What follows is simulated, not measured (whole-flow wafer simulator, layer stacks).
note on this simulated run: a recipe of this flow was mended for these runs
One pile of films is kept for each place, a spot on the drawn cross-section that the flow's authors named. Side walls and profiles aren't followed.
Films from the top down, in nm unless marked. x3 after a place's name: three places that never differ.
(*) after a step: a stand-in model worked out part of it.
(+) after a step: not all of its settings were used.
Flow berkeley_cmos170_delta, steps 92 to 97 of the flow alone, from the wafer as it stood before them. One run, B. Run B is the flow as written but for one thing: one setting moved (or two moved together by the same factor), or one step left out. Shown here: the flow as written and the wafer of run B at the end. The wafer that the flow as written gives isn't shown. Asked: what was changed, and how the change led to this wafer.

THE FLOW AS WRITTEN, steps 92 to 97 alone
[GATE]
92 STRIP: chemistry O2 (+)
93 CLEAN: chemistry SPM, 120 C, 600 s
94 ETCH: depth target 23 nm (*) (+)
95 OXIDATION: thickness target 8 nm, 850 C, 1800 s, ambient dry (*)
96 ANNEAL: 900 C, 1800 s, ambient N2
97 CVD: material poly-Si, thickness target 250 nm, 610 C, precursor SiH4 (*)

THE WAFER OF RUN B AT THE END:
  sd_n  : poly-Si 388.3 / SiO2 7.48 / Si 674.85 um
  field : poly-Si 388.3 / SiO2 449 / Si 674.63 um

The cause: step 97, CVD: 633 C was run, where the flow has 610 C.

How the change led to this, step by step:
  97 CVD: material poly-Si, thickness target 250 nm, 610 C, precursor SiH4 (*)
      field, sd_n, spacer_n, gate, sd_p, spacer_p x2, contact, m1: poly-Si +388.3 (new film) (as written it would be: poly-Si +250 (new film))
